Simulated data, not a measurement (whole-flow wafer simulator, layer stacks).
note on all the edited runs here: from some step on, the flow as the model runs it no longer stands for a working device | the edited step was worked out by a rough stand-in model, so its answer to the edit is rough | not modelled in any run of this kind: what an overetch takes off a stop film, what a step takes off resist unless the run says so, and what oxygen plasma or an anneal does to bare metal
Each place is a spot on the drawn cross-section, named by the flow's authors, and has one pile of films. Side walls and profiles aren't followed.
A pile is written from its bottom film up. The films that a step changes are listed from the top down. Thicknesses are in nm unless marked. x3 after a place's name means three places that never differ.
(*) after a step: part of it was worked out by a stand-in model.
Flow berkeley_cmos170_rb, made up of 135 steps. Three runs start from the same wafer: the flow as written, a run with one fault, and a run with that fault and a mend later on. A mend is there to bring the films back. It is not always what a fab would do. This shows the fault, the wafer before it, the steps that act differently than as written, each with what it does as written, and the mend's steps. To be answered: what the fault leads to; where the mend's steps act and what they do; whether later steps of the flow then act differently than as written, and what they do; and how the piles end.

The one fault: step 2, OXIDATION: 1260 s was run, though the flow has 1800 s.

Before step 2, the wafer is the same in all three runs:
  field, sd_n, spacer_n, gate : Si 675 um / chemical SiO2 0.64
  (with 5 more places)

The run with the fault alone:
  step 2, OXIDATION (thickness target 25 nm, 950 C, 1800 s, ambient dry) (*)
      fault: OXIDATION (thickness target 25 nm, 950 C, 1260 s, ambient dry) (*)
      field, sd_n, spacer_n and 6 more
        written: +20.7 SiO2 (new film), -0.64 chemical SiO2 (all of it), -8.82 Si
        fault: +16.7 SiO2 (new film), -0.64 chemical SiO2 (all of it), -7.06 Si
  Steps later in the flow that act otherwise than as written:
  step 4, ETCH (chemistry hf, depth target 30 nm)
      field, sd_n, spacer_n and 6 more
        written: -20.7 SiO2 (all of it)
        fault: -16.7 SiO2 (all of it)
  At the end the piles are close to the flow's at the places that both follow, differing by at most 2% or 0.5 nm, whichever is larger.

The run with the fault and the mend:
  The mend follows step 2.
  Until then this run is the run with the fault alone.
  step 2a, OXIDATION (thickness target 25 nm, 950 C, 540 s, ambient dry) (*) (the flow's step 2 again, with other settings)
      field, sd_n, spacer_n and 6 more
        +4 SiO2, -1.76 Si
  Later steps of the flow that are run all act as written at every place that is followed.
  By the end, the piles equal the flow's at every place that both follow.
